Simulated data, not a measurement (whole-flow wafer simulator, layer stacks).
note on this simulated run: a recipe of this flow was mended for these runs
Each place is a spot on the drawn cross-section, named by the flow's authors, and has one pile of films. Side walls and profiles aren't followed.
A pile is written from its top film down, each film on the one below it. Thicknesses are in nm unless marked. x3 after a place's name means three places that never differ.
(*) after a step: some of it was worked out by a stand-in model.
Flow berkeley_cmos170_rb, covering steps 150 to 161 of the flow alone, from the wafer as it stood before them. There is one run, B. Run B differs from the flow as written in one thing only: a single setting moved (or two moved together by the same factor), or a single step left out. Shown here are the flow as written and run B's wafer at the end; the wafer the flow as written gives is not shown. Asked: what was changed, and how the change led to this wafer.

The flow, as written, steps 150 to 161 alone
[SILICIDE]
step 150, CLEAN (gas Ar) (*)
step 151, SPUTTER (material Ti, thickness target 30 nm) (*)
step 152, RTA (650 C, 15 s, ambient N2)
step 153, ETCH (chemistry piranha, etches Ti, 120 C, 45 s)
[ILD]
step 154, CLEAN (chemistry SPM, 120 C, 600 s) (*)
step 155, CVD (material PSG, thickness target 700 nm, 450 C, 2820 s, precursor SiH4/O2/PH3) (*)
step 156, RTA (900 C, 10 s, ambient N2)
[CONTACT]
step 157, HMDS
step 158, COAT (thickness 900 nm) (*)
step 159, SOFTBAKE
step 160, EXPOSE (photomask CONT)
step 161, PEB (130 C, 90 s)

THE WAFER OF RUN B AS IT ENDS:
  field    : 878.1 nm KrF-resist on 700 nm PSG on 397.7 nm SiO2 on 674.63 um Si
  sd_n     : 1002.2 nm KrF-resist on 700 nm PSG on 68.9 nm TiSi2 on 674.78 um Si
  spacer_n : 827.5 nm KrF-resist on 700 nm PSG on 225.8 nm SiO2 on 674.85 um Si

The reason: step 151, SPUTTER: thickness target 37 nm was run, though the flow has thickness target 30 nm; step 153, ETCH: 56 s was run, where the flow has 45 s.

How this came from the change, step by step:
  step 151, SPUTTER (material Ti, thickness target 30 nm) (*)
      field, sd_n, spacer_n, gate, spacer_p, gate_p, contact, m1: +37 Ti (new film) (in the flow as written it would be: +30 Ti (new film))
      sd_p: +34.4 Ti (new film) (in the flow as written it would be: +27.9 Ti (new film))
  step 152, RTA (650 C, 15 s, ambient N2)
      sd_n, contact, m1: -28.9 Ti, +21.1 TiSi first (new film), +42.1 TiSi2 C49 (new film), -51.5 Si (in the flow as written it would be: -23.4 Ti, +6.2 TiSi first (new film), +50.3 TiSi2 C49 (new film), -49 Si)
      gate, gate_p: -28.9 Ti, +21.1 TiSi first (new film), +42.1 TiSi2 C49 (new film), -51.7 poly-Si (in the flow as written it would be: -23.4 Ti, +6.2 TiSi first (new film), +50.3 TiSi2 C49 (new film), -49.2 poly-Si)
      (and at 1 other place as well)
  step 153, ETCH (chemistry piranha, etches Ti, 120 C, 45 s)
      sd_n, gate, gate_p, contact, m1: -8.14 Ti (all of it), -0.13 TiSi first (in the flow as written it would be: -6.6 Ti (all of it), -0.1 TiSi first)
      field, spacer_n, spacer_p: -37 Ti (all of it) (in the flow as written it would be: -30 Ti (all of it))
      (and at 1 other place as well)
  step 156, RTA (900 C, 10 s, ambient N2)
      sd_n, contact, m1: under 1 film: +68.9 TiSi2 (new film), -20.9 TiSi first (all of it), -42.1 TiSi2 C49 (all of it), -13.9 Si (in the flow as written it would be: under 1 film: +55.9 TiSi2 (new film), -6.09 TiSi first (all of it), -50.3 TiSi2 C49 (all of it), -4.05 Si)
      gate, gate_p: under 1 film: +68.9 TiSi2 (new film), -20.9 TiSi first (all of it), -42.1 TiSi2 C49 (all of it), -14 poly-Si (in the flow as written it would be: under 1 film: +55.9 TiSi2 (new film), -6.09 TiSi first (all of it), -50.3 TiSi2 C49 (all of it), -4.06 poly-Si)
      (and at 1 other place as well)
